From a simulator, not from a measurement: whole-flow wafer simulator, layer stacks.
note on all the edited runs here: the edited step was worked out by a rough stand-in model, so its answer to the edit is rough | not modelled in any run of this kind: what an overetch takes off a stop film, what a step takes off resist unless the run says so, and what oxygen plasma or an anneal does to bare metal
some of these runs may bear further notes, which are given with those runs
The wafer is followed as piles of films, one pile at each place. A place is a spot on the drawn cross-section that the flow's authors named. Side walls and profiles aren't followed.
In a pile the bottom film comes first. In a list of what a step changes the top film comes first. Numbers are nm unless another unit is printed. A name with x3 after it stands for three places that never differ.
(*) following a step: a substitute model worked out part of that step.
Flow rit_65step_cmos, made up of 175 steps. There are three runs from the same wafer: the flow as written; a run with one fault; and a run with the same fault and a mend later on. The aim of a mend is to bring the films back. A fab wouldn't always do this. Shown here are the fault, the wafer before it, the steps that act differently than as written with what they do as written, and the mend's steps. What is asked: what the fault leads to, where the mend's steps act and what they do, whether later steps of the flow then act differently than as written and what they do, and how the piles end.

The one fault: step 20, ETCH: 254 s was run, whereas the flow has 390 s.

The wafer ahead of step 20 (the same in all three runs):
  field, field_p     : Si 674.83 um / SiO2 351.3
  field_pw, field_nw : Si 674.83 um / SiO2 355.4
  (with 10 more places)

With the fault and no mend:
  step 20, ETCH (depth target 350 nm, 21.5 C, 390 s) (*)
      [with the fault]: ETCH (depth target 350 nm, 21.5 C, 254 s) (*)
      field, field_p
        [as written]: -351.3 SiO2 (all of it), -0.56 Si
        [with the fault]: -248.1 SiO2
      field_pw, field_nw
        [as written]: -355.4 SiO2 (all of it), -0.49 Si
        [with the fault]: -248.1 SiO2
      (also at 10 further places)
  Steps later in the flow that act otherwise than as written (not shown: 9 more steps that differ only slightly, by at most 2% or 0.5 nm, whichever is larger):
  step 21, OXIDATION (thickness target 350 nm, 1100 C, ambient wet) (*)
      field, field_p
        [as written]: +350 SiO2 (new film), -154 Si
        [with the fault]: +279 SiO2, -122.8 Si
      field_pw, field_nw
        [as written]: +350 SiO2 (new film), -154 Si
        [with the fault]: +276.6 SiO2, -121.7 Si
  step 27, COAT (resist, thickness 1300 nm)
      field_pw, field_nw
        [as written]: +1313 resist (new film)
        [with the fault]: +1276.5 resist (new film)
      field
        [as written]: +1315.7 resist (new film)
        [with the fault]: +1268.8 resist (new film)
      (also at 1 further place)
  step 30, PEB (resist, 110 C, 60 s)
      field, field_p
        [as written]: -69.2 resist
        [with the fault]: -66.7 resist
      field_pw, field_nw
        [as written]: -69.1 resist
        [with the fault]: -67.1 resist
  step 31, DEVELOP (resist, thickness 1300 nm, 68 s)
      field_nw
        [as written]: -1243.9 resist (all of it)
        [with the fault]: -1209.3 resist (all of it)
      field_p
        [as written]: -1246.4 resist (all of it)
        [with the fault]: -1202.1 resist (all of it)
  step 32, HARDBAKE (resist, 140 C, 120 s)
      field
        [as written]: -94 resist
        [with the fault]: -90.6 resist
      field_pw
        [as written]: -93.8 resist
        [with the fault]: -91.2 resist
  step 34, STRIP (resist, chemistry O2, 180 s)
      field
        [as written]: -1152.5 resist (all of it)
        [with the fault]: -1111.4 resist (all of it)
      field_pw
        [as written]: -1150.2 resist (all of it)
        [with the fault]: -1118.2 resist (all of it)
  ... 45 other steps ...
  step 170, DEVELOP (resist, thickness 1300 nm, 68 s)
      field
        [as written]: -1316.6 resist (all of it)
        [with the fault]: -1268.6 resist (all of it)
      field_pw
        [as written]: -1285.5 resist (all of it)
        [with the fault]: -1249.8 resist (all of it)
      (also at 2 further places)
  At field, field_pw, field_nw, field_p, the piles at the end differ from the flow's by more than 2% or 0.5 nm, whichever is larger.
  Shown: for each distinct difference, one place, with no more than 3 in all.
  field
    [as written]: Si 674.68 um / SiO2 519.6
    [with the fault]: Si 674.71 um / SiO2 551.3
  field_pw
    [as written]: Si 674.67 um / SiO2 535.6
    [with the fault]: Si 674.71 um / SiO2 569
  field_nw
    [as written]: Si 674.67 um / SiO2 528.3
    [with the fault]: Si 674.71 um / SiO2 562

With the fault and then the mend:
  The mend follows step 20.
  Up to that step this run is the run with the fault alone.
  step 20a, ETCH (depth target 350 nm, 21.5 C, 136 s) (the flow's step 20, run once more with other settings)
      field, field_p
        -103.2 SiO2 (all of it)
      field_pw, field_nw
        -107.3 SiO2 (all of it)
  Every later step of the flow that is run acts as written, at every place that is followed, to within 2% or 0.5 nm, whichever is larger.
  The piles end only slightly different from the flow's at the places that both follow, by no more than 2% or 0.5 nm, whichever is larger.
